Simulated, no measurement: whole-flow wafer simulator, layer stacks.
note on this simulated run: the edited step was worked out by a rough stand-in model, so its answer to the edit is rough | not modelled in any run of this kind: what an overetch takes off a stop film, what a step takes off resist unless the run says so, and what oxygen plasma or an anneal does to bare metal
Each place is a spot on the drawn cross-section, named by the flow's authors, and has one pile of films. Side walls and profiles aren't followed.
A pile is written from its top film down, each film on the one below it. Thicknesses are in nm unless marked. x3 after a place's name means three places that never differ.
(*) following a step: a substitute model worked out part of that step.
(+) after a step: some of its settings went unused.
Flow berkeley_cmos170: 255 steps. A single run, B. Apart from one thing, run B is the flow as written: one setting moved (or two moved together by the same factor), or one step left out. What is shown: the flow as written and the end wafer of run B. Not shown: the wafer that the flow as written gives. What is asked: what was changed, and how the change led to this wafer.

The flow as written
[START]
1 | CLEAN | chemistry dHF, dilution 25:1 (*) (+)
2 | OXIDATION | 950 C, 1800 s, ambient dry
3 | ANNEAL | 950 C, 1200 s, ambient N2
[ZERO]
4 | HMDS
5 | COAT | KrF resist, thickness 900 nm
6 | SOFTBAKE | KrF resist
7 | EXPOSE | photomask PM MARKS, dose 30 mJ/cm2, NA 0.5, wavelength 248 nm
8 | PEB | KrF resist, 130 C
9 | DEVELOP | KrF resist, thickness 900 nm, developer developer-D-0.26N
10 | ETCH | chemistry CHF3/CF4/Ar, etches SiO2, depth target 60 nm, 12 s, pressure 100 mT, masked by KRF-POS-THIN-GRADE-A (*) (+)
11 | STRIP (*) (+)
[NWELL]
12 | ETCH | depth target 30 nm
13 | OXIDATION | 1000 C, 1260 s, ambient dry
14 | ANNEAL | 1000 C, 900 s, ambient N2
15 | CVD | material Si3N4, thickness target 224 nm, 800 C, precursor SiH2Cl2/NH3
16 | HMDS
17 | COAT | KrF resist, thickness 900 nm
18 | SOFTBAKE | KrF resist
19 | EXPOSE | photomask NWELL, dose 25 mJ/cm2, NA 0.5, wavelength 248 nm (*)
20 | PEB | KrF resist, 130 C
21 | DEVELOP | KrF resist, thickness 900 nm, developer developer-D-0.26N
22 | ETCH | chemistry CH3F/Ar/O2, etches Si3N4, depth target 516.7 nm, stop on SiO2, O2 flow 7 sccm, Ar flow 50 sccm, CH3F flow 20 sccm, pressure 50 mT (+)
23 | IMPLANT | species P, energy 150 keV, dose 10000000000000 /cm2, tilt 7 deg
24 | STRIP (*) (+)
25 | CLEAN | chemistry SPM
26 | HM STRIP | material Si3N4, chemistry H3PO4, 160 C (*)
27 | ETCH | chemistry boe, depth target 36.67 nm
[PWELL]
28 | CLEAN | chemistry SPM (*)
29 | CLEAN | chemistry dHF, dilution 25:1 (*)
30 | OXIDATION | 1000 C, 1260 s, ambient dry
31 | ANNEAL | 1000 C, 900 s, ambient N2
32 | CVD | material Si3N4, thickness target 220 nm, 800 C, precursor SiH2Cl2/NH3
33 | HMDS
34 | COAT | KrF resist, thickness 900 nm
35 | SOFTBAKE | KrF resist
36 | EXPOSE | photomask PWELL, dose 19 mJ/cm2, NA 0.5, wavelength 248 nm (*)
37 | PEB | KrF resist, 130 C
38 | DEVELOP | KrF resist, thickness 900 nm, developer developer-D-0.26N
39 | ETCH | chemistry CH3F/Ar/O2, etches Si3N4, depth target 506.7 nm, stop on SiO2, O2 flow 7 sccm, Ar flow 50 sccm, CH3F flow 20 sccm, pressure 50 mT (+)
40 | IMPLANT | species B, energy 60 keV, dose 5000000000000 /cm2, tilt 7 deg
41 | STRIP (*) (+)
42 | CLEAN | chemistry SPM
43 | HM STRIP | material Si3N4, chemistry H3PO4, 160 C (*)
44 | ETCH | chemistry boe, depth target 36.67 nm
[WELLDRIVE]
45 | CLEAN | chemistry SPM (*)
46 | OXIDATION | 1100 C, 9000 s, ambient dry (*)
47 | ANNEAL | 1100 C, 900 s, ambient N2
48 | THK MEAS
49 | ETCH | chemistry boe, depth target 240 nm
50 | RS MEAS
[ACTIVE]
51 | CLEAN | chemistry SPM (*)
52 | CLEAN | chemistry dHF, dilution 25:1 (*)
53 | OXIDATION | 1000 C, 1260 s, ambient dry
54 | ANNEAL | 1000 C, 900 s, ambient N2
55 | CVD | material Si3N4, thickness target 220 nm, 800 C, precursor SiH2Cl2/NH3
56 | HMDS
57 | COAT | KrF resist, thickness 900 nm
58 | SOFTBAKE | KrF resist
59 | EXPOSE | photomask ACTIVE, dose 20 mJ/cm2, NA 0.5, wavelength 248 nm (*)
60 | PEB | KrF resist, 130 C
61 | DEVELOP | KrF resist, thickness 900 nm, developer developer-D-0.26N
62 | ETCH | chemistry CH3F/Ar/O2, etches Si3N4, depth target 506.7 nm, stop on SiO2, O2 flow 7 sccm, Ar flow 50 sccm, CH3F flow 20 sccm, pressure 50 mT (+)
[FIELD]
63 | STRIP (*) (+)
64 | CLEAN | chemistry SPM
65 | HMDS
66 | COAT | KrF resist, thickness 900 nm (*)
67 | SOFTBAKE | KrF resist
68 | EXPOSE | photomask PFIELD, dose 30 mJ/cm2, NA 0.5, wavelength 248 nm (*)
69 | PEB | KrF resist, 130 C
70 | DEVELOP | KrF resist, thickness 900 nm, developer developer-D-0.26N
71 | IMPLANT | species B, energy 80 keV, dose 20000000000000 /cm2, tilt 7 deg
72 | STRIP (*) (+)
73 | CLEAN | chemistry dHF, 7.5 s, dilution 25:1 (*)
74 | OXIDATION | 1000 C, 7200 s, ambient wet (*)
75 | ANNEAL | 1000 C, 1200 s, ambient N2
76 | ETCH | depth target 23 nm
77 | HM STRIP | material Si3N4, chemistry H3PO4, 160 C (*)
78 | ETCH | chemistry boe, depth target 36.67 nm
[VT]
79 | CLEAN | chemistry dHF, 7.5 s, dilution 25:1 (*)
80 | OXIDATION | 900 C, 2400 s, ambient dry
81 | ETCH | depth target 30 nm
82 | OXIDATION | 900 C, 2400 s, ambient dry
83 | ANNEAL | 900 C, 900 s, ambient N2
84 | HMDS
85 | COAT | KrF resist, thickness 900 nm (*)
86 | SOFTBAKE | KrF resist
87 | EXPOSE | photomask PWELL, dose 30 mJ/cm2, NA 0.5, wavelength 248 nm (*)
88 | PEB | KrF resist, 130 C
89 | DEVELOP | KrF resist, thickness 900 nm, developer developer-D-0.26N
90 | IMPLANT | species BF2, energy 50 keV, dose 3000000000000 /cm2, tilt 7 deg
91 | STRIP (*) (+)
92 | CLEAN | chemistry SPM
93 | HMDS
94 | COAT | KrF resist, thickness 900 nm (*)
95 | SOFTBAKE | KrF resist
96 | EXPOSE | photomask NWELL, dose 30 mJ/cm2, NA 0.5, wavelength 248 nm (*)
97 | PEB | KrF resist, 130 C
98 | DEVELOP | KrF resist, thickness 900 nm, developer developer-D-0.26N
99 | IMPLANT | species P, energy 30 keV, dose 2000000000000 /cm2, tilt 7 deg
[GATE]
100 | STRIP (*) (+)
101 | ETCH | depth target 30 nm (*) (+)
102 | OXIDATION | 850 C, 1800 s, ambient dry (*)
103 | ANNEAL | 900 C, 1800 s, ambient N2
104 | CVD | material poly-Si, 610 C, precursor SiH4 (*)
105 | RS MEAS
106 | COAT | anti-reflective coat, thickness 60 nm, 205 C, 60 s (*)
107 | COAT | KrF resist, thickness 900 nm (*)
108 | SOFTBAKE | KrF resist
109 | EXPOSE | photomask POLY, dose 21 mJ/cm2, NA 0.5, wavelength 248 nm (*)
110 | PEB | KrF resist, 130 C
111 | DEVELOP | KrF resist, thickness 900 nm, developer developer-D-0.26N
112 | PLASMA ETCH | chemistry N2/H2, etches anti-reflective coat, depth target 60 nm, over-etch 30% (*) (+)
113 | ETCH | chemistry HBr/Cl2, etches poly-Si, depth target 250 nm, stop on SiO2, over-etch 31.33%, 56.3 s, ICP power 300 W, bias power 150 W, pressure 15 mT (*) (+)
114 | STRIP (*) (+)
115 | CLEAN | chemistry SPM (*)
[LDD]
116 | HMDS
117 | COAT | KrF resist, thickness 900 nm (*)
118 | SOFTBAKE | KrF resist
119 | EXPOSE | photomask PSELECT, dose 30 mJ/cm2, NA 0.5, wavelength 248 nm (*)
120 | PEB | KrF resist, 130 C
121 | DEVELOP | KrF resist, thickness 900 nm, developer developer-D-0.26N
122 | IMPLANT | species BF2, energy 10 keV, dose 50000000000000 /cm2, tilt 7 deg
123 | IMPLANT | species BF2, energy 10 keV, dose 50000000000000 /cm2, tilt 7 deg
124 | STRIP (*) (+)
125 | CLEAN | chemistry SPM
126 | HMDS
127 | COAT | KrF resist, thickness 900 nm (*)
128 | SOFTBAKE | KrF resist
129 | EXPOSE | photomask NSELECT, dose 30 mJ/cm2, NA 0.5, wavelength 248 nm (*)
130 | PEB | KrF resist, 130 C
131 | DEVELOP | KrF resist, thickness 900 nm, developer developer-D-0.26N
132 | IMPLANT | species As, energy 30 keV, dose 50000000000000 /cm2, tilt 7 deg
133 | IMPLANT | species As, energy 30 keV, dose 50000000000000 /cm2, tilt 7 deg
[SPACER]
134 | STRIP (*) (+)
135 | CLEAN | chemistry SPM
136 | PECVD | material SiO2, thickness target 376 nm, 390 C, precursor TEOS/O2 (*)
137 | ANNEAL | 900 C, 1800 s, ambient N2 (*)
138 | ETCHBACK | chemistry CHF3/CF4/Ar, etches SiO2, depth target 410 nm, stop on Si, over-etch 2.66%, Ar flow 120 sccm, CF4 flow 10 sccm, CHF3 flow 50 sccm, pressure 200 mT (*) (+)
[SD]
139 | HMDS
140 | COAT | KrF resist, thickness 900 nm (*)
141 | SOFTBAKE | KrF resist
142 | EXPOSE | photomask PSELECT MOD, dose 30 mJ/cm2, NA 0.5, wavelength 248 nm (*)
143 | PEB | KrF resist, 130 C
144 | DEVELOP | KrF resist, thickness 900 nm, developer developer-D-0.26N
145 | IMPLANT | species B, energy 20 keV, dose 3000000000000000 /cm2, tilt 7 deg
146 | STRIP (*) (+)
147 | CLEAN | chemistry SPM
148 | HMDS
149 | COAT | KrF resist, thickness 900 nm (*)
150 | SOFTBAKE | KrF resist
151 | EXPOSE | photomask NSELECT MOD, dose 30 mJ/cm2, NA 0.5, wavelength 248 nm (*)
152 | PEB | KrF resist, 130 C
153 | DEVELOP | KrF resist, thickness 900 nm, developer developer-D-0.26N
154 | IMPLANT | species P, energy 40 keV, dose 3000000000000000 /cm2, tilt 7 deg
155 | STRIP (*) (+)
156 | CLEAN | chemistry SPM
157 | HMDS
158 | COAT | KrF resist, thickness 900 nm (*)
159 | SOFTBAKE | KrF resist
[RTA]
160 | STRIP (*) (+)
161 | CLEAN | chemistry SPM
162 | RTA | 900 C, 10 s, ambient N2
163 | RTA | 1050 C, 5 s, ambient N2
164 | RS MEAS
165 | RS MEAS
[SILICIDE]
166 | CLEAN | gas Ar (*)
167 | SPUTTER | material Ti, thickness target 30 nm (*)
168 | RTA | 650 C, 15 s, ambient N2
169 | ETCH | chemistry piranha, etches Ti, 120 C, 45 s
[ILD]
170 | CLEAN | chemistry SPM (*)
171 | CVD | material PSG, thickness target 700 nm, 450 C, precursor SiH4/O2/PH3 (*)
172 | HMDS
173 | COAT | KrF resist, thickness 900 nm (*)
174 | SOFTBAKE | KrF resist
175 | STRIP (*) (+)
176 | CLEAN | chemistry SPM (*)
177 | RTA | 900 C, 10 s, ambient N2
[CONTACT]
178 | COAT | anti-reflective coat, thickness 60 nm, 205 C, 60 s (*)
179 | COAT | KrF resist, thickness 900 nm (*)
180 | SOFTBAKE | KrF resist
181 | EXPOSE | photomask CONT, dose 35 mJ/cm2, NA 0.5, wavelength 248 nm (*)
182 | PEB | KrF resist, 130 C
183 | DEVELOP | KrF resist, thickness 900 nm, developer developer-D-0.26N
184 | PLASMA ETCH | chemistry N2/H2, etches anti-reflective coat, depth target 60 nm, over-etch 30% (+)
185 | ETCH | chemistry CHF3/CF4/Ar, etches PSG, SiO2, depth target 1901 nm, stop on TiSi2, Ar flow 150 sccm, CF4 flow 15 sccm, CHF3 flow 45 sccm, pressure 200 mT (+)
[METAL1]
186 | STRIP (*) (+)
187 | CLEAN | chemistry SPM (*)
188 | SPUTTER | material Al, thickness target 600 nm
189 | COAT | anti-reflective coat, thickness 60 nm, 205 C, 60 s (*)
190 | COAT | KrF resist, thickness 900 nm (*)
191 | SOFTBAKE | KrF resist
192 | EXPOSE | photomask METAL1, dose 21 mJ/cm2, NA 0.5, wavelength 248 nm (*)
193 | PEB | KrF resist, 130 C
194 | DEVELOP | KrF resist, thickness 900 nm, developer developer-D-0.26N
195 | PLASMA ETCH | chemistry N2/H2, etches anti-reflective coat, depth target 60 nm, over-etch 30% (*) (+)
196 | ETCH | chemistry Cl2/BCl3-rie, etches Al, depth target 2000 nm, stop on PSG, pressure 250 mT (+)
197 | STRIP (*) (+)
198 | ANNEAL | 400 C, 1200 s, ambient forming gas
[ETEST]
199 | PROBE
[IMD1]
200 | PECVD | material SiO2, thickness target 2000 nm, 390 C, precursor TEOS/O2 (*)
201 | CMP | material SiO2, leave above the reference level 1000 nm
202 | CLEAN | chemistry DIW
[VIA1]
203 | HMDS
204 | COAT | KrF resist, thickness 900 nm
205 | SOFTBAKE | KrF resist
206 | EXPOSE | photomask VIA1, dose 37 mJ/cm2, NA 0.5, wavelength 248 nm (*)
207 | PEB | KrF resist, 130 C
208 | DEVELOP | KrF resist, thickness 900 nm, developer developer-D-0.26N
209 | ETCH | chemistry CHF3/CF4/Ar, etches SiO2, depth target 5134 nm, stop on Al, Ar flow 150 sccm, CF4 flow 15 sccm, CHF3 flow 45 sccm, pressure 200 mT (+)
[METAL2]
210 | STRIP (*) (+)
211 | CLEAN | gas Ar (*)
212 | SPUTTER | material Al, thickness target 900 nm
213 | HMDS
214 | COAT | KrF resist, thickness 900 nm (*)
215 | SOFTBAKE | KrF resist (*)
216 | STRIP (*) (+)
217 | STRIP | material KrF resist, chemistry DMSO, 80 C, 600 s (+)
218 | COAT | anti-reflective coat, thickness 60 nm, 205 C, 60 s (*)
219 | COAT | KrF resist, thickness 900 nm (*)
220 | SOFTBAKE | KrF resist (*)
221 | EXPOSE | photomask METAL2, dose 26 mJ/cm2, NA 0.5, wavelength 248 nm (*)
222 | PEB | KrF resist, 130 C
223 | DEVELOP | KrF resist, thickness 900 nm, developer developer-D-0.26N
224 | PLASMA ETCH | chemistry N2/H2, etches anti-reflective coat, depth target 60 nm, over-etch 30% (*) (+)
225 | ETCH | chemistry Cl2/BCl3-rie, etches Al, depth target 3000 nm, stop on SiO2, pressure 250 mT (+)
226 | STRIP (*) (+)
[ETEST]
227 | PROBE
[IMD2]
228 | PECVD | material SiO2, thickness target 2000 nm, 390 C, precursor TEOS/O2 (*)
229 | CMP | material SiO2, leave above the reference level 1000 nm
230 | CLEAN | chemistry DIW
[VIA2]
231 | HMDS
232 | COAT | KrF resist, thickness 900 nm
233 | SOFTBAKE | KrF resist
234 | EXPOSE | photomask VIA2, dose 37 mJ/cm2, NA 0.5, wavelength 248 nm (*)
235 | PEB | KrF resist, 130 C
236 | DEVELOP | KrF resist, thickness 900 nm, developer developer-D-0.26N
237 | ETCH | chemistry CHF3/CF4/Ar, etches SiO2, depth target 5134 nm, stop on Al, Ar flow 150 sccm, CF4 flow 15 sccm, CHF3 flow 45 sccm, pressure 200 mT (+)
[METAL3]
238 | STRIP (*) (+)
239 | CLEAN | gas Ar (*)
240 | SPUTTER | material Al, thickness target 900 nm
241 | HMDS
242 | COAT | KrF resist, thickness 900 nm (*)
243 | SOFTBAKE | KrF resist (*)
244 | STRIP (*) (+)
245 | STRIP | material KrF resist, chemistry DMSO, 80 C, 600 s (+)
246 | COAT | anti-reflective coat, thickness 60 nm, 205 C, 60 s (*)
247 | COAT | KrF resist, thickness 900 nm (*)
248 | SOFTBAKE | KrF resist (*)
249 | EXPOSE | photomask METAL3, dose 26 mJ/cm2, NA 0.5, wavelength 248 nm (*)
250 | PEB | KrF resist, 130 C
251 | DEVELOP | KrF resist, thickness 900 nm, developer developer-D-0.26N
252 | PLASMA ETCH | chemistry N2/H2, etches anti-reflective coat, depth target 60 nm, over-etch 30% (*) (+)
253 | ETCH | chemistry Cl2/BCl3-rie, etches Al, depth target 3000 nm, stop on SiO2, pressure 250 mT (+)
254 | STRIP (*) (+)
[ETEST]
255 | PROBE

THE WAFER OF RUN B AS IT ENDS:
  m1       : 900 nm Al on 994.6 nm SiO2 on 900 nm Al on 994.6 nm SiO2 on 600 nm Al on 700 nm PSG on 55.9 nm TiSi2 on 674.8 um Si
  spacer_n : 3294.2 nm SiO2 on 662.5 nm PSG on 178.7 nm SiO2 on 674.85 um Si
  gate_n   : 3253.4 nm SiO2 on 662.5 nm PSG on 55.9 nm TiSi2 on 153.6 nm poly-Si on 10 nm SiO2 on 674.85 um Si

Cause: step 102, OXIDATION: 2880 s was run, whereas the flow has 1800 s.

Step by step, how the change led to this:
  102 | OXIDATION | 850 C, 1800 s, ambient dry (*)
      sd_n, spacer_n, gate_n and 8 more: +10 SiO2 (new film), -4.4 Si (in the flow as written it would be: +7.48 SiO2 (new film), -3.29 Si)
